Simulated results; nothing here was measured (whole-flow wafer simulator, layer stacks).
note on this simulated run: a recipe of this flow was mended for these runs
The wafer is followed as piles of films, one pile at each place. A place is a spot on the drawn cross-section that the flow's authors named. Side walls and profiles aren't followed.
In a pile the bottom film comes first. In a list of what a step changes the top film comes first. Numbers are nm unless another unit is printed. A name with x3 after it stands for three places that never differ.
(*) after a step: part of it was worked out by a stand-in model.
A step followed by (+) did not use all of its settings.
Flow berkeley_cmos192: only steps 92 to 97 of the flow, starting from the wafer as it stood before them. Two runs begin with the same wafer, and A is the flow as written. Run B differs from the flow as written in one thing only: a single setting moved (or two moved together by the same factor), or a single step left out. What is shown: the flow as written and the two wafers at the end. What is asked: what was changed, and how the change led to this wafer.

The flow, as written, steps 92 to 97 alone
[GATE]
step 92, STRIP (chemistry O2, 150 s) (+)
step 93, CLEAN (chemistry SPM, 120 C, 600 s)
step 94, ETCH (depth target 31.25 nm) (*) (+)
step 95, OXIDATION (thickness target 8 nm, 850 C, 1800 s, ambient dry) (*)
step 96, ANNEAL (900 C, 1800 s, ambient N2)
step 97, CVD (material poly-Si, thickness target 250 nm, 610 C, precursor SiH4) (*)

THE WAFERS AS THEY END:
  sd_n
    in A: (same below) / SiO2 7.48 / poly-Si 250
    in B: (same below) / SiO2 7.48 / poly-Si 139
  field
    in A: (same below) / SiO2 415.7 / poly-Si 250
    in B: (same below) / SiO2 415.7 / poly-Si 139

What caused this: step 97, CVD: thickness target 139 nm was run, whereas the flow has thickness target 250 nm.
The wafer itself shows it: sd_n has poly-Si 139, and step 97 as written asks for 250 nm.

The path from the change to this, step by step:
  step 97, CVD (material poly-Si, thickness target 250 nm, 610 C, precursor SiH4) (*)
      field, sd_n, spacer_n, gate, sd_p, spacer_p x2, contact, m1: A poly-Si gains 250 (new film) | B poly-Si gains 139 (new film)
